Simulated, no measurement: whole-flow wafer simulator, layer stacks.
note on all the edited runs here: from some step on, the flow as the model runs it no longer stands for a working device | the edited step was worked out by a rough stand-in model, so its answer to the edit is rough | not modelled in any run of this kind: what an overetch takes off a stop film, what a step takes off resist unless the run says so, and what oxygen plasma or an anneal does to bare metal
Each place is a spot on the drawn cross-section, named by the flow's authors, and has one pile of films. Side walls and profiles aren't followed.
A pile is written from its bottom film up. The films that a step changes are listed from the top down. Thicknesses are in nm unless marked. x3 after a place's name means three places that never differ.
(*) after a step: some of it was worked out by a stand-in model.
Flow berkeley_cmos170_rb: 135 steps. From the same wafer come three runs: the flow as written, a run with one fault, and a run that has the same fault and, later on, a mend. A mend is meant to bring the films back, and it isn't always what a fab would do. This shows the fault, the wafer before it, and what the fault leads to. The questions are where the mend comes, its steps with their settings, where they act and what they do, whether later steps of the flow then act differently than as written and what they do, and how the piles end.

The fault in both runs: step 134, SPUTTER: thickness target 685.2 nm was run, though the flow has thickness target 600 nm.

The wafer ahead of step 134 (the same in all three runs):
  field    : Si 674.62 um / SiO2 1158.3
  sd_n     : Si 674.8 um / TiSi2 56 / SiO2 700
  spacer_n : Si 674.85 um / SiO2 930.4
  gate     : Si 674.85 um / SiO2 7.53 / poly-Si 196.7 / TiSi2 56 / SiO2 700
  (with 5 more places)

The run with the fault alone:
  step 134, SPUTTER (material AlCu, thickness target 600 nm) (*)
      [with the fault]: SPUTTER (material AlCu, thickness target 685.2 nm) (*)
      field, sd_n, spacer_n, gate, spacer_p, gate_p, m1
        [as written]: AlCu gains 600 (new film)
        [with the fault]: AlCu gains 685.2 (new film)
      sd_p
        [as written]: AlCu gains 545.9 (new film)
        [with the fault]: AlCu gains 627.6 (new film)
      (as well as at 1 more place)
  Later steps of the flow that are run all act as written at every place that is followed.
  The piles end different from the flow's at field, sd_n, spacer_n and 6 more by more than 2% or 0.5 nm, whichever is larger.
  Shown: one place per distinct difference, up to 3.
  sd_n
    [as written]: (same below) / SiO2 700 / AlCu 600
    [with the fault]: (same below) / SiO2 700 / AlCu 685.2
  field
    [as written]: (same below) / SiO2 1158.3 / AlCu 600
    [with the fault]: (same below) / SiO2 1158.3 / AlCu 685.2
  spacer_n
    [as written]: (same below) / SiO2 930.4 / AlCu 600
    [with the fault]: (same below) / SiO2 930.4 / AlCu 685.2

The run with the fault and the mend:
  The mend follows step 134.
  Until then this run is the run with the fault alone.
  step 134a, ETCH (chemistry al pan, depth target 788.2 nm)
      field, sd_n, spacer_n, gate, spacer_p, gate_p, m1
        AlCu loses 685.2 (all of it)
      sd_p
        AlCu loses 627.6 (all of it)
      contact
        AlCu loses 470.9 (all of it)
  step 134b, SPUTTER (material AlCu, thickness target 600 nm) (*) (a further turn of the flow's step 134)
      field, sd_n, spacer_n, gate, spacer_p, gate_p, m1
        AlCu gains 600 (new film)
      sd_p
        AlCu gains 545.9 (new film)
      contact
        AlCu gains 415.1 (new film)
  Later steps of the flow that are run all act as written at every place that is followed.
  The piles end the same as the flow's at every place that both follow.
